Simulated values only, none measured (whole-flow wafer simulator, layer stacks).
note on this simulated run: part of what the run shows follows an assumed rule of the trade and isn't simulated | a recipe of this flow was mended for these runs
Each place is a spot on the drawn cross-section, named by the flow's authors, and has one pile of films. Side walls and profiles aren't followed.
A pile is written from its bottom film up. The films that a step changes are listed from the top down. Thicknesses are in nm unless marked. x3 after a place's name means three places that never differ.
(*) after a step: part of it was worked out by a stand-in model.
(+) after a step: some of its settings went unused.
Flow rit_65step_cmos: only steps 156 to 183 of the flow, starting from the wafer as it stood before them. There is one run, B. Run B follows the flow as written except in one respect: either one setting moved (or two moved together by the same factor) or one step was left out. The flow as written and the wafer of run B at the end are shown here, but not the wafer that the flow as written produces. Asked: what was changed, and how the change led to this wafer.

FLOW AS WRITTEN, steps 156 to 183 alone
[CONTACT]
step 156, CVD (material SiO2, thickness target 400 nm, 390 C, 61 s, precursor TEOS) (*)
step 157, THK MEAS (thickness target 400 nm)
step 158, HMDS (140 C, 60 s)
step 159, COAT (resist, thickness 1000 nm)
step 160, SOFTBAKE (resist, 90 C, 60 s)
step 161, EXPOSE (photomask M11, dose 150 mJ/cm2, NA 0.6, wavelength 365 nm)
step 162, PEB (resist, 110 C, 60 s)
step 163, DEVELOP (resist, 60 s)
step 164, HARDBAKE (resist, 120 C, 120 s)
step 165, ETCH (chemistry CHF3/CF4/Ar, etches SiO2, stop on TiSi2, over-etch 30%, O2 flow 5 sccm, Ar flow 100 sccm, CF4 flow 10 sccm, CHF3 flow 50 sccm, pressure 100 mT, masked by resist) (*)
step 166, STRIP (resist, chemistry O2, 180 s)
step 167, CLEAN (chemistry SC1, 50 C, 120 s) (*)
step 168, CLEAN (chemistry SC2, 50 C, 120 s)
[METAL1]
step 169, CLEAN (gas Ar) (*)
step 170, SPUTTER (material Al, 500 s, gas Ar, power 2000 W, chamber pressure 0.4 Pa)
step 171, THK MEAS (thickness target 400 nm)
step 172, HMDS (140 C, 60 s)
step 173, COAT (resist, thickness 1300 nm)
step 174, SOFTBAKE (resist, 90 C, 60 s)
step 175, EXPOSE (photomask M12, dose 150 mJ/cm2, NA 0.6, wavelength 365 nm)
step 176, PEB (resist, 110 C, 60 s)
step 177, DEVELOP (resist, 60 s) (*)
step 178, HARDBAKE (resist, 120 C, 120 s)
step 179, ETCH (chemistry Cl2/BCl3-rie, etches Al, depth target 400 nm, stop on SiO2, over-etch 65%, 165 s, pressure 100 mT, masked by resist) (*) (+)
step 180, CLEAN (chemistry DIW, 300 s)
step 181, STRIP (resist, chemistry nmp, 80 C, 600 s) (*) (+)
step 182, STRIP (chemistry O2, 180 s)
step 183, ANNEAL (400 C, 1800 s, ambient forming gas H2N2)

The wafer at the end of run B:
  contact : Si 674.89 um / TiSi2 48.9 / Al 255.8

Cause: step 165, ETCH: over-etch 23.2% was run, whereas the flow has over-etch 30%.

How this came from the change, step by step:
  step 165, ETCH (chemistry CHF3/CF4/Ar, etches SiO2, stop on TiSi2, over-etch 30%, O2 flow 5 sccm, Ar flow 100 sccm, CF4 flow 10 sccm, CHF3 flow 50 sccm, pressure 100 mT, masked by resist) (*)
      field, field_pw, field_nw and 10 more: resist loses 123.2 (it would be, as written: resist loses 130)
      contact: SiO2 loses 400 (all of it), TiSi2 loses 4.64 (it would be, as written: SiO2 loses 400 (all of it), TiSi2 loses 6)
